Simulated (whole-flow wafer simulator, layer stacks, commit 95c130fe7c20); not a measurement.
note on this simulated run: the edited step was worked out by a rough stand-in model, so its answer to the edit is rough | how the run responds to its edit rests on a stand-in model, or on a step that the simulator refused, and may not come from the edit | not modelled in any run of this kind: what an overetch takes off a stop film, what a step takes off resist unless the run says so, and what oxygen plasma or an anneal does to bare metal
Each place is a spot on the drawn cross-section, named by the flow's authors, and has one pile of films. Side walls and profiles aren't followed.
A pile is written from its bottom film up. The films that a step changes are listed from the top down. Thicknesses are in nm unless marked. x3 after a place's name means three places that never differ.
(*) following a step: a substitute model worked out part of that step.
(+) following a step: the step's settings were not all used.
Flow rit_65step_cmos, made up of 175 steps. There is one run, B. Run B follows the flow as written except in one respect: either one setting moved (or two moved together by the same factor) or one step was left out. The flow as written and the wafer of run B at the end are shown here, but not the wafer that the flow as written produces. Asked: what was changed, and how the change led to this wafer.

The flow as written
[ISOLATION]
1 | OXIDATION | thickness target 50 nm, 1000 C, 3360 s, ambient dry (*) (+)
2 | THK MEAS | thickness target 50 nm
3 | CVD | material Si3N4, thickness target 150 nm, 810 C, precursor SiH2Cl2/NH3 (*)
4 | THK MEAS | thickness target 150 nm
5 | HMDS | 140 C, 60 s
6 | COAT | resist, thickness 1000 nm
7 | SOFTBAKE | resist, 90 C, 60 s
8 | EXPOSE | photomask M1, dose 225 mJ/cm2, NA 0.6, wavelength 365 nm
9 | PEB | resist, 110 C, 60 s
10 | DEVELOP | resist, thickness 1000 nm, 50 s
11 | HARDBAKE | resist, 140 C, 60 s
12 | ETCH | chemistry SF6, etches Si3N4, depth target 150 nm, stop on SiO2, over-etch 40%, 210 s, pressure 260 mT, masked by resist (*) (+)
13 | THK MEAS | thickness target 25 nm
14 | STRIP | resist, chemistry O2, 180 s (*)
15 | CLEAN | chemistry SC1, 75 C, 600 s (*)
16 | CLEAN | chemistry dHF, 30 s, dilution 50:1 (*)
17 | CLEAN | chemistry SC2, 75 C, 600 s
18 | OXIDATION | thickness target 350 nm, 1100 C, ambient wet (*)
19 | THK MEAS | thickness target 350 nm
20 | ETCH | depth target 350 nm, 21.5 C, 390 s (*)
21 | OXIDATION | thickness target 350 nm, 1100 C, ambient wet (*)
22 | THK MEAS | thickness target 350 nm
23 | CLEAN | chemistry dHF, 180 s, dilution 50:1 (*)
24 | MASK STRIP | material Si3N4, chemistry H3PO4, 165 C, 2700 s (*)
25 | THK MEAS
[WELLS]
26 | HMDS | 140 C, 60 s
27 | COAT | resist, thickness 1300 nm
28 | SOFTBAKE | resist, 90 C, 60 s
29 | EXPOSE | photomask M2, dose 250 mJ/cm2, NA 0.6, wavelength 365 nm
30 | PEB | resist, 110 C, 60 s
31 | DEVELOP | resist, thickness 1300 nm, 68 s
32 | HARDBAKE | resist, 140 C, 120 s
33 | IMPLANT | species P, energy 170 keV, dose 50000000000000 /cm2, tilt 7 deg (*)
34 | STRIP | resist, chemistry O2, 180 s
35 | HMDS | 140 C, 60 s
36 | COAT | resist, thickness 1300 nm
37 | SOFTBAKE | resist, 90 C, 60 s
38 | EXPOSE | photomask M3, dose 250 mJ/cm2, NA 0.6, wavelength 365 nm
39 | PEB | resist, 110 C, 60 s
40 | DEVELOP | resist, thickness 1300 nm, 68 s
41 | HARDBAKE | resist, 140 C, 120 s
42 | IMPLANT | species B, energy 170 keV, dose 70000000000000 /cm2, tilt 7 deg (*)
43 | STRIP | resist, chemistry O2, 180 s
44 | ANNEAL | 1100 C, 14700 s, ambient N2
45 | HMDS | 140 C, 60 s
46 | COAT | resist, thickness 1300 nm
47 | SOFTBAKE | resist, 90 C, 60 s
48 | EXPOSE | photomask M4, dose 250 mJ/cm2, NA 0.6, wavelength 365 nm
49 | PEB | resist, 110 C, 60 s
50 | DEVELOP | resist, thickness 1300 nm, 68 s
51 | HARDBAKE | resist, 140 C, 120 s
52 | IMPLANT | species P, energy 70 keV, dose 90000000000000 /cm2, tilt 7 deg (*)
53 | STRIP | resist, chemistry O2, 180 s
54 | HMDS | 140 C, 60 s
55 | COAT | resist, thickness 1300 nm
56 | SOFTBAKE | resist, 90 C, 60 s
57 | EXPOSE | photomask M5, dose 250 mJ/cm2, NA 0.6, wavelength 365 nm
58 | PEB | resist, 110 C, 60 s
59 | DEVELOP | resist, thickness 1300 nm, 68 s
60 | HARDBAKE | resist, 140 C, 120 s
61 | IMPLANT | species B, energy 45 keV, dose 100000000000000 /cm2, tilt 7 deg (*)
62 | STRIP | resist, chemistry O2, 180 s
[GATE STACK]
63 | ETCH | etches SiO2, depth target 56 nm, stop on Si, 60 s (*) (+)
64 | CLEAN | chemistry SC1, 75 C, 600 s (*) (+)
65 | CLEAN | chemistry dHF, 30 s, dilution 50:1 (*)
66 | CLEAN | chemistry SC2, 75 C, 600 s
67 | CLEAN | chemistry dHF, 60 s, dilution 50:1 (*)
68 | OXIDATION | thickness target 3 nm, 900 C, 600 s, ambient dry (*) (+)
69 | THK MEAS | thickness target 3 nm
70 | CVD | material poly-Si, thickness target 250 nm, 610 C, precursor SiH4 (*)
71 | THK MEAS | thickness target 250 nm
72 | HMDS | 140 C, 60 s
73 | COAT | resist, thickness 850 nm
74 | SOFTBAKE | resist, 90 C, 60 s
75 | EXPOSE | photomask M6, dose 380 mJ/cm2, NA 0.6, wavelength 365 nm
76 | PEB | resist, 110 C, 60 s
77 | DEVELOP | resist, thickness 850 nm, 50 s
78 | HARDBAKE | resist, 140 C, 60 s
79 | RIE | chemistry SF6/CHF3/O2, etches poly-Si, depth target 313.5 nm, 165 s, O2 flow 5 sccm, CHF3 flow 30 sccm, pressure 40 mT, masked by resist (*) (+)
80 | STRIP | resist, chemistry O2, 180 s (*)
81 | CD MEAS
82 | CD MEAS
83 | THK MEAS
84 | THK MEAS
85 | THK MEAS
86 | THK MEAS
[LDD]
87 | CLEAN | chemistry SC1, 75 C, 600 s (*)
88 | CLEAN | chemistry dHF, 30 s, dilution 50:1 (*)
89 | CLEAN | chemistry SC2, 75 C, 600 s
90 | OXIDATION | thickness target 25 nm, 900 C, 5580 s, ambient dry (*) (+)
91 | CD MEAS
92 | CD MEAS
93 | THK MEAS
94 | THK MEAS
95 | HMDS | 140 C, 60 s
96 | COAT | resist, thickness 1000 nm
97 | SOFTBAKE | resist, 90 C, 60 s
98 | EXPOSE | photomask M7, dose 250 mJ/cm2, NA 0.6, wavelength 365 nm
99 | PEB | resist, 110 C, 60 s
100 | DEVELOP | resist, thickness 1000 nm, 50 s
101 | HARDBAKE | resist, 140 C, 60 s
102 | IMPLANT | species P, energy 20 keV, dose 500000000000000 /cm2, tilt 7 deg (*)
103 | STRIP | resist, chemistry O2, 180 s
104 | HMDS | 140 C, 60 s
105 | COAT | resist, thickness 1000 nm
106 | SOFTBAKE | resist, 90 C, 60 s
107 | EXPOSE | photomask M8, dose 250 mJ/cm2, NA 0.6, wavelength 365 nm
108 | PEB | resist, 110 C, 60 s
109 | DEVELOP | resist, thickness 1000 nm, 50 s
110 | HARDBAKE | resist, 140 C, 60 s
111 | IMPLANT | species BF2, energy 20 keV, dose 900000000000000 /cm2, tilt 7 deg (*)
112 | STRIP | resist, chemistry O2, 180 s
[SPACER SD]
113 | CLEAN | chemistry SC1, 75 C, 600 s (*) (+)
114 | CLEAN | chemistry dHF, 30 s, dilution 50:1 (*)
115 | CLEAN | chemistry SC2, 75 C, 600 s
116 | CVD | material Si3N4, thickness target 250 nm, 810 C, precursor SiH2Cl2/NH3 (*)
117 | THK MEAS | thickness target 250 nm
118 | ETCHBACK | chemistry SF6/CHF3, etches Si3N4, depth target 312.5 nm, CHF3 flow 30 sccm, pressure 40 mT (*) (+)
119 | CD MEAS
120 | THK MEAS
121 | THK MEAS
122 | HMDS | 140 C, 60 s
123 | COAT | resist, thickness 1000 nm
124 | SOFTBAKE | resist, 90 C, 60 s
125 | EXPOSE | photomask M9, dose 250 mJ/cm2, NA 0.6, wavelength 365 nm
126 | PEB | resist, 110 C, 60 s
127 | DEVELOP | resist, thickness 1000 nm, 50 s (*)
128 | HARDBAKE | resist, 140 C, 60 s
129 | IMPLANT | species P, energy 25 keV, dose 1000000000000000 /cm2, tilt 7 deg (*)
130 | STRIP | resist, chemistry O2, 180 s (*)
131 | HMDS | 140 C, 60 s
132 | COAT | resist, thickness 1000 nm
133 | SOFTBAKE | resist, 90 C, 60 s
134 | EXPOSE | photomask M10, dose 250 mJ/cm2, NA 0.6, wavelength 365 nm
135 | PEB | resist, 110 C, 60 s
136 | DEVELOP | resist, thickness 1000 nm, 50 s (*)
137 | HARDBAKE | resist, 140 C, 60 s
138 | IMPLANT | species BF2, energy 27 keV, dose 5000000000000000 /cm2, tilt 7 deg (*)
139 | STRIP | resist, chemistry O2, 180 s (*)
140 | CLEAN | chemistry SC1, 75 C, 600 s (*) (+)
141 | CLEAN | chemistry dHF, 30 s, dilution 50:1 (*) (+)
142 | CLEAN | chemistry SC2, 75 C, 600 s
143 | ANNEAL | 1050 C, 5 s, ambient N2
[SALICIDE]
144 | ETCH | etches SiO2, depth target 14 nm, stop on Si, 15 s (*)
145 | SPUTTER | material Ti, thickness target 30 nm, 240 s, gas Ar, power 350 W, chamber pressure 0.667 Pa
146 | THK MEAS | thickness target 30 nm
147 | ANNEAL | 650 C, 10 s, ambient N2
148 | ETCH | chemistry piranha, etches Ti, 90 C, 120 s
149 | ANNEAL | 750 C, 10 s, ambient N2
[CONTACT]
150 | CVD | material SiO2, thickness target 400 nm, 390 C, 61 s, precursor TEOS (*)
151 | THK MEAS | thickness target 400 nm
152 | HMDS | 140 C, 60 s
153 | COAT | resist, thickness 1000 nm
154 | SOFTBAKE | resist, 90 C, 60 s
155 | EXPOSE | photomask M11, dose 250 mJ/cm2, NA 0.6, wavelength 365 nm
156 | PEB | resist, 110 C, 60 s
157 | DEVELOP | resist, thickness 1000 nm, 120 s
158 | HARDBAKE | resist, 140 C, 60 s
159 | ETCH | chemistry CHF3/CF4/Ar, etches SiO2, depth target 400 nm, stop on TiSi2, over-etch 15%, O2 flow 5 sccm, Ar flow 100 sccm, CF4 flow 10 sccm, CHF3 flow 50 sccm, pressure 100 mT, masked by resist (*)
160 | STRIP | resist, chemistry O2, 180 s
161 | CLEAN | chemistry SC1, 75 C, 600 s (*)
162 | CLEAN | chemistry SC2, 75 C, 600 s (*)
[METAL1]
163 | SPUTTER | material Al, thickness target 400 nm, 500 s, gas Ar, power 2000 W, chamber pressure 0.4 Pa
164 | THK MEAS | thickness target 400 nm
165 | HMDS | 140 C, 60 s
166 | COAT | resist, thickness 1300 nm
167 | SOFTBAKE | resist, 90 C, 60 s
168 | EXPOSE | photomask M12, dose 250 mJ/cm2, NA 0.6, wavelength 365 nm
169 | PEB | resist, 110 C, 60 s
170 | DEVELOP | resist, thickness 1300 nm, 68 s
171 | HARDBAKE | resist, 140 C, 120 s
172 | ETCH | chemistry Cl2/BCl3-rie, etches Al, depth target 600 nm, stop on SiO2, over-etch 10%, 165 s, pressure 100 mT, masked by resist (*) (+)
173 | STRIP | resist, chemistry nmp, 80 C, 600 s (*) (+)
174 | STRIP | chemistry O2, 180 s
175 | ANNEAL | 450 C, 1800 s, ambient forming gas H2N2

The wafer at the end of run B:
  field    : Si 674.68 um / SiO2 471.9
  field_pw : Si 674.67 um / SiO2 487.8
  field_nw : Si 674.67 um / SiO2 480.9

The reason: step 116, CVD: thickness target 188 nm was run, while the flow as written has thickness target 250 nm.

How this came from the change, step by step:
  116 | CVD | material Si3N4, thickness target 250 nm, 810 C, precursor SiH2Cl2/NH3 (*)
      field, field_pw, field_nw and 11 more: +188 Si3N4 (new film) (in the flow as written it would be: +250 Si3N4 (new film))
  118 | ETCHBACK | chemistry SF6/CHF3, etches Si3N4, depth target 312.5 nm, CHF3 flow 30 sccm, pressure 40 mT (*) (+)
      field, field_pw, field_nw, field_p: -188 Si3N4 (all of it), -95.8 SiO2 (in the flow as written it would be: -250 Si3N4 (all of it), -48.1 SiO2)
      gate_n: -188 Si3N4 (all of it), -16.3 SiO2 (all of it), -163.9 poly-Si (in the flow as written it would be: -250 Si3N4 (all of it), -16.3 SiO2 (all of it), -65.5 poly-Si)
      (also at 1 further place)
  123 | COAT | resist, thickness 1000 nm
      field: +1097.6 resist (new film) (in the flow as written it would be: +1066.4 resist (new film))
      field_pw: +1066.9 resist (new film) (in the flow as written it would be: +1044.8 resist (new film))
      (also at 4 further places)
  126 | PEB | resist, 110 C, 60 s
      gate_n, gate_p: -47 resist (in the flow as written it would be: -43.1 resist)
      field: -57.3 resist (in the flow as written it would be: -55.6 resist)
      (also at 3 further places)
  127 | DEVELOP | resist, thickness 1000 nm, 50 s (*)
      field: -1040.3 resist (all of it) (in the flow as written it would be: -1010.9 resist (all of it))
      gate_n: -860.6 resist (all of it) (in the flow as written it would be: -791.9 resist (all of it))
  128 | HARDBAKE | resist, 140 C, 60 s
      field_pw: -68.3 resist (in the flow as written it would be: -66.4 resist)
      field_nw: -68.7 resist (in the flow as written it would be: -67.1 resist)
      (also at 2 further places)
  130 | STRIP | resist, chemistry O2, 180 s (*)
      field_pw: -943 resist (all of it) (in the flow as written it would be: -924.1 resist (all of it))
      field_nw: -947.9 resist (all of it) (in the flow as written it would be: -928.7 resist (all of it))
      (also at 2 further places)
  132 | COAT | resist, thickness 1000 nm
      field: +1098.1 resist (new film) (in the flow as written it would be: +1067 resist (new film))
      field_pw: +1067.3 resist (new film) (in the flow as written it would be: +1045.2 resist (new film))
      (also at 4 further places)
  135 | PEB | resist, 110 C, 60 s
      gate_n, gate_p: -47 resist (in the flow as written it would be: -43.1 resist)
      field: -57.3 resist (in the flow as written it would be: -55.6 resist)
      (also at 3 further places)
  136 | DEVELOP | resist, thickness 1000 nm, 50 s (*)
      field_p: -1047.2 resist (all of it) (in the flow as written it would be: -1018 resist (all of it))
      gate_p: -861.4 resist (all of it) (in the flow as written it would be: -792.8 resist (all of it))
  137 | HARDBAKE | resist, 140 C, 60 s
      field: -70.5 resist (in the flow as written it would be: -68.3 resist)
      field_pw: -68.3 resist (in the flow as written it would be: -66.4 resist)
      (also at 2 further places)
  139 | STRIP | resist, chemistry O2, 180 s (*)
      field: -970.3 resist (all of it) (in the flow as written it would be: -943.1 resist (all of it))
      field_nw: -948.3 resist (all of it) (in the flow as written it would be: -929 resist (all of it))
      (also at 1 further place)
  145 | SPUTTER | material Ti, thickness target 30 nm, 240 s, gas Ar, power 350 W, chamber pressure 0.667 Pa
      gate_n: +30 Ti (new film) (in the flow as written it would be: +27.3 Ti (new film))
      gate_p: +30 Ti (new film) (in the flow as written it would be: +27.2 Ti (new film))
  147 | ANNEAL | 650 C, 10 s, ambient N2
      gate_n: -23.4 Ti, +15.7 TiSi first (new film), +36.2 TiSi2 C49 (new film), -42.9 poly-Si (in the flow as written it would be: -21.3 Ti, +9.82 TiSi first (new film), +39.5 TiSi2 C49 (new film), -41.9 poly-Si)
      gate_p: -23.4 Ti, +15.7 TiSi first (new film), +36.2 TiSi2 C49 (new film), -42.9 poly-Si (in the flow as written it would be: -21.2 Ti, +9.56 TiSi first (new film), +39.6 TiSi2 C49 (new film), -41.9 poly-Si)
  148 | ETCH | chemistry piranha, etches Ti, 90 C, 120 s
      gate_n: -6.6 Ti (all of it), -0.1 TiSi first (in the flow as written it would be: -6 Ti (all of it), -0.1 TiSi first)
      gate_p: -6.6 Ti (all of it), -0.1 TiSi first (in the flow as written it would be: -5.97 Ti (all of it), -0.1 TiSi first)
  149 | ANNEAL | 750 C, 10 s, ambient N2
      gate_n: +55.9 TiSi2 (new film), -15.6 TiSi first (all of it), -36.2 TiSi2 C49 (all of it), -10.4 poly-Si (in the flow as written it would be: +50.8 TiSi2 (new film), -9.72 TiSi first (all of it), -39.5 TiSi2 C49 (all of it), -6.48 poly-Si)
      gate_p: +55.9 TiSi2 (new film), -15.6 TiSi first (all of it), -36.2 TiSi2 C49 (all of it), -10.4 poly-Si (in the flow as written it would be: +50.6 TiSi2 (new film), -9.46 TiSi first (all of it), -39.6 TiSi2 C49 (all of it), -6.31 poly-Si)
  ... 7 other steps ...
  170 | DEVELOP | resist, thickness 1300 nm, 68 s
      field: -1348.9 resist (all of it) (in the flow as written it would be: -1316.6 resist (all of it))
      field_p: -1356.3 resist (all of it) (in the flow as written it would be: -1324.1 resist (all of it))
      (also at 2 further places)
